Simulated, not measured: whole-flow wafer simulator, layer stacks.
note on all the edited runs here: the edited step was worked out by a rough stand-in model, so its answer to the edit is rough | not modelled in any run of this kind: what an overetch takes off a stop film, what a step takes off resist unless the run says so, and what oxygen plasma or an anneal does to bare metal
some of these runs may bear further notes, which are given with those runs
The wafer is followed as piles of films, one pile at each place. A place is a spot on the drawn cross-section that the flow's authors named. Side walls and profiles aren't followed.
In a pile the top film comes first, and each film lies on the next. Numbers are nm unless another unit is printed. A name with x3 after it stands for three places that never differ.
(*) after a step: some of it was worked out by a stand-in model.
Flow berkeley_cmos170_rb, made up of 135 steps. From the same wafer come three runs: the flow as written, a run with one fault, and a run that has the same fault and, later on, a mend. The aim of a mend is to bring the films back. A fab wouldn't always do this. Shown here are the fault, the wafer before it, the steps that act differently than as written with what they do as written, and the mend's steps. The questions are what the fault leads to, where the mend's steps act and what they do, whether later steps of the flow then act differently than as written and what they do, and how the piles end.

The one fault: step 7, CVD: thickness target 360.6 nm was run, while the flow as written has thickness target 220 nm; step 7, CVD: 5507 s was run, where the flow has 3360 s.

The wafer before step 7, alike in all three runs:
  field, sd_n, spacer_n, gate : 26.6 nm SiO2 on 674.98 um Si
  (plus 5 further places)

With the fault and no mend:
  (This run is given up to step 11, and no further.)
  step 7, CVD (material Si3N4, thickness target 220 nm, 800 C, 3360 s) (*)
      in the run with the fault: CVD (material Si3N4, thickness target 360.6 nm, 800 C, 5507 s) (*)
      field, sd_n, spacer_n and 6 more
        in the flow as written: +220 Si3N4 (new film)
        in the run with the fault: +360.6 Si3N4 (new film)
  Every later step of the flow up to step 11 that is run acts as written at every place that is followed.
  After step 11, at field, sd_n, spacer_n and 6 more, the piles differ from the flow's by more than 2% or 0.5 nm, whichever is larger.
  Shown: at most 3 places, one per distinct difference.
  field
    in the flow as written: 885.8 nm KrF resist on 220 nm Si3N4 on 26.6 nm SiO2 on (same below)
    in the run with the fault: 885.8 nm KrF resist on 360.6 nm Si3N4 on 26.6 nm SiO2 on (same below)
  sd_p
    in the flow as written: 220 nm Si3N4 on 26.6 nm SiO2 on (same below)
    in the run with the fault: 360.6 nm Si3N4 on 26.6 nm SiO2 on (same below)

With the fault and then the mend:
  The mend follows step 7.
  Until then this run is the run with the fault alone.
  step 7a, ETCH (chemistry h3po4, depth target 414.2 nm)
      field, sd_n, spacer_n and 6 more
        -360.6 Si3N4 (all of it)
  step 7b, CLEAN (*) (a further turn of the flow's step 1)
      does not change any film at any place that is followed
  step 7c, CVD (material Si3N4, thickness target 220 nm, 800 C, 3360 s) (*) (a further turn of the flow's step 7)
      field, sd_n, spacer_n and 6 more
        +220 Si3N4 (new film)
  Every later step of the flow that is run acts as written at every place that is followed.
  At every place that both follow, the piles at the end match the flow's.
